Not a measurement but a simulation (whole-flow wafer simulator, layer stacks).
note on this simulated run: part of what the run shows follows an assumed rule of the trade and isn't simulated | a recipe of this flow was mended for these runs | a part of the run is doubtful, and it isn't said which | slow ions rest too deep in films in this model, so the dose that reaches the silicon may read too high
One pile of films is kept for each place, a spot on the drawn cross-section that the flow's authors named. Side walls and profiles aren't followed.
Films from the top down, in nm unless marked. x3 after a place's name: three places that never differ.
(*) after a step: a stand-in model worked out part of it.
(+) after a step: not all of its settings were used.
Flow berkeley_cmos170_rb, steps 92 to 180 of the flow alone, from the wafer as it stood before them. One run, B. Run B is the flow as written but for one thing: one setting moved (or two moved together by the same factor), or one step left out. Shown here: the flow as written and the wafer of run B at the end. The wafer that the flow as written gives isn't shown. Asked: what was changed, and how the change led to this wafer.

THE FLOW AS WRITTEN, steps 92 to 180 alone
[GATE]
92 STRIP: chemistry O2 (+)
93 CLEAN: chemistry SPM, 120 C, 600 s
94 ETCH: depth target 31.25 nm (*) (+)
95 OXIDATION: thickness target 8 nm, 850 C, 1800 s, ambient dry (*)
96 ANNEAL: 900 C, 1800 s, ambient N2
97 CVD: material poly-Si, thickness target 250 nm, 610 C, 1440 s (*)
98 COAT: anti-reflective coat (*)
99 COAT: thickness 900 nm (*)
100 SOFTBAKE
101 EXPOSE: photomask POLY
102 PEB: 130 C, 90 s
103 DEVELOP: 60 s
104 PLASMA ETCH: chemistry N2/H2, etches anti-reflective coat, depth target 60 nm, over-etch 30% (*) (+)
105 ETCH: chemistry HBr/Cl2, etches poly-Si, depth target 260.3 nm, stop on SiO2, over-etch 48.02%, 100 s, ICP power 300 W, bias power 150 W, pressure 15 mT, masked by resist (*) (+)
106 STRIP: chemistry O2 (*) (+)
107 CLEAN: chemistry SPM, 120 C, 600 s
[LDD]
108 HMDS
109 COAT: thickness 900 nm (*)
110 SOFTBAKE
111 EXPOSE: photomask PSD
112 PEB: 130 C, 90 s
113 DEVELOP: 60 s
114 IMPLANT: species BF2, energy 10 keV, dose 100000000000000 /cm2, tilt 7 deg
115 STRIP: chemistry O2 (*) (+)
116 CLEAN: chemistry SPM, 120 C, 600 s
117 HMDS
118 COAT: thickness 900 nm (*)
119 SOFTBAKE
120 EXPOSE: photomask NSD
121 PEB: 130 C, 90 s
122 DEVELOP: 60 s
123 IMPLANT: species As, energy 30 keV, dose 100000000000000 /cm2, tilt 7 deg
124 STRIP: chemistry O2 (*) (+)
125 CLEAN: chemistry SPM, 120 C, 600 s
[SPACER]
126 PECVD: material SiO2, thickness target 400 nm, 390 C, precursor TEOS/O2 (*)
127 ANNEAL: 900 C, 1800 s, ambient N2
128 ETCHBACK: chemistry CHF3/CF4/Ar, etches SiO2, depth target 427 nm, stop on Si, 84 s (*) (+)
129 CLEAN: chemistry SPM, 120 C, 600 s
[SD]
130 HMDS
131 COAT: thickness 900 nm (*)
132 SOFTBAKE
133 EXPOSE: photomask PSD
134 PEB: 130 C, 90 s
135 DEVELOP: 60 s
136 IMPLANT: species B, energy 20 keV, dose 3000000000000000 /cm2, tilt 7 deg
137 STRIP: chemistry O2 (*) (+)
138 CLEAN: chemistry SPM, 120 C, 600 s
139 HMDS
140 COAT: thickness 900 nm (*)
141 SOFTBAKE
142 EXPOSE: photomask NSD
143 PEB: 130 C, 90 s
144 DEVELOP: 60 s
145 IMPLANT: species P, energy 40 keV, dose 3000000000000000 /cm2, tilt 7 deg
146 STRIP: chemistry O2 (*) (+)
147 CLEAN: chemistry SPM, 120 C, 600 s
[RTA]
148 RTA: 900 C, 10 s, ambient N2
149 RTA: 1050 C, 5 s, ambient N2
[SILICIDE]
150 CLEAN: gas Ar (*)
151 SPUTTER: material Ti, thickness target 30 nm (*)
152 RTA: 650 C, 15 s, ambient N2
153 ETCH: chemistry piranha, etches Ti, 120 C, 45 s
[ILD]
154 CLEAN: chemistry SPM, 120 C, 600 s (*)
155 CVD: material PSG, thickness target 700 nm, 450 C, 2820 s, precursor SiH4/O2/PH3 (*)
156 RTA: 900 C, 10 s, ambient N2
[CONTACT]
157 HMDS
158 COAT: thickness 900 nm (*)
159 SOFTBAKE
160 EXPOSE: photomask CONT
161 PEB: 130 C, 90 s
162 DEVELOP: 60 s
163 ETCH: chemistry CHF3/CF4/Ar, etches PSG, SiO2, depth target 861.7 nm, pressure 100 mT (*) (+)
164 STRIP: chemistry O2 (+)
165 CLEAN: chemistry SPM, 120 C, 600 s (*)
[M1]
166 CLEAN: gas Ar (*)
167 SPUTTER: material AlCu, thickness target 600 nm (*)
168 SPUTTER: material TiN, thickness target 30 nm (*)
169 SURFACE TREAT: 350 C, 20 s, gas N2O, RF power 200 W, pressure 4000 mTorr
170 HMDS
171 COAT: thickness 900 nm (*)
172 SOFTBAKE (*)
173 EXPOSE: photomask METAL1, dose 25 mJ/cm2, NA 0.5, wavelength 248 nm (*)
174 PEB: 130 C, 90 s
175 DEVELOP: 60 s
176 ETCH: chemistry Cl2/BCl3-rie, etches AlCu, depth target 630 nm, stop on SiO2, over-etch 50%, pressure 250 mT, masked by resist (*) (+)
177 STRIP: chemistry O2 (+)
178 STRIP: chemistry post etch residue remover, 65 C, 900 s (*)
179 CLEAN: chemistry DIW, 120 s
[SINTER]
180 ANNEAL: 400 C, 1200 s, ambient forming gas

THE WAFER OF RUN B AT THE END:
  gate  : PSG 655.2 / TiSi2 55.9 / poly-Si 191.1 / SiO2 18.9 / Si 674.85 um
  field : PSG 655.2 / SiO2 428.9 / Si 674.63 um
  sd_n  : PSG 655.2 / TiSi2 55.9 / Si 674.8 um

The cause: step 94, ETCH: depth target 31.25 nm (*) (+), was left out.

How the change led to this, step by step:
  95 OXIDATION: thickness target 8 nm, 850 C, 1800 s, ambient dry (*)
      sd_n, spacer_n, gate, sd_p, spacer_p, gate_p, contact, m1: SiO2 +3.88, Si -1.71 (as written it would be: SiO2 +7.53 (new film), Si -3.31)
  98 COAT: anti-reflective coat (*)
      spacer_n, spacer_p: anti-reflective coat +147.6 (new film) (as written it would be: anti-reflective coat +143 (new film))
      sd_n: anti-reflective coat +167.3 (new film) (as written it would be: anti-reflective coat +154.3 (new film))
      (and at 3 more places)
  104 PLASMA ETCH: chemistry N2/H2, etches anti-reflective coat, depth target 60 nm, over-etch 30% (*) (+)
      spacer_n, spacer_p: anti-reflective coat -147.6 (all of it), poly-Si -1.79 (as written it would be: anti-reflective coat -143 (all of it), poly-Si -1.48)
      gate, gate_p: KrF-resist -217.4 (as written it would be: KrF-resist -200.6)
      (and at 4 more places)
  128 ETCHBACK: chemistry CHF3/CF4/Ar, etches SiO2, depth target 427 nm, stop on Si, 84 s (*) (+)
      sd_n: SiO2 -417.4 (all of it), Si -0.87 (as written it would be: SiO2 -406 (all of it), Si -1.91)
      sd_p: SiO2 -400.8 (all of it), Si -2.38 (as written it would be: SiO2 -391.2 (all of it), Si -3.26)
      (and at 2 more places)
  151 SPUTTER: material Ti, thickness target 30 nm (*)
      sd_p: Ti +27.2 (new film) (as written it would be: Ti +27.9 (new film))
  152 RTA: 650 C, 15 s, ambient N2
      sd_p: Ti -21.2, TiSi first +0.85 (new film), TiSi2 C49 +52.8 (new film), Si -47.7 (as written it would be: Ti -21.8, TiSi first +2.13 (new film), TiSi2 C49 +52.2 (new film), Si -48)
  156 RTA: 900 C, 10 s, ambient N2
      sd_p: under 1 film: TiSi2 +50.7 (new film), TiSi first -0.74 (all of it), TiSi2 C49 -52.8 (all of it), Si -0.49 (as written it would be: under 1 film: TiSi2 +52 (new film), TiSi first -2.02 (all of it), TiSi2 C49 -52.2 (all of it), Si -1.34)
  158 COAT: thickness 900 nm (*)
      sd_p: KrF-resist +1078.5 (new film) (as written it would be: KrF-resist +1055.8 (new film))
  164 STRIP: chemistry O2 (+)
      sd_n: KrF-resist -790.4 (all of it) (as written it would be: KrF-resist -772.5 (all of it))
      sd_p: KrF-resist -845.7 (all of it) (as written it would be: KrF-resist -823 (all of it))
  167 SPUTTER: material AlCu, thickness target 600 nm (*)
      sd_p: AlCu +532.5 (new film) (as written it would be: AlCu +549.6 (new film))
  168 SPUTTER: material TiN, thickness target 30 nm (*)
      sd_p: TiN +25 (new film) (as written it would be: TiN +25.8 (new film))
  171 COAT: thickness 900 nm (*)
      sd_p: KrF-resist +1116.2 (new film) (as written it would be: KrF-resist +1079.4 (new film))
  175 DEVELOP: 60 s
      sd_p: KrF-resist -1113.7 (all of it) (as written it would be: KrF-resist -1076.9 (all of it))
  176 ETCH: chemistry Cl2/BCl3-rie, etches AlCu, depth target 630 nm, stop on SiO2, over-etch 50%, pressure 250 mT, masked by resist (*) (+)
      sd_p: TiN -25 (all of it), AlCu -532.5 (all of it), PSG -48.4 (as written it would be: TiN -25.8 (all of it), AlCu -549.6 (all of it), PSG -46.2)
  177 STRIP: chemistry O2 (+)
      m1: KrF-resist -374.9 (all of it) (as written it would be: KrF-resist -361.6 (all of it))
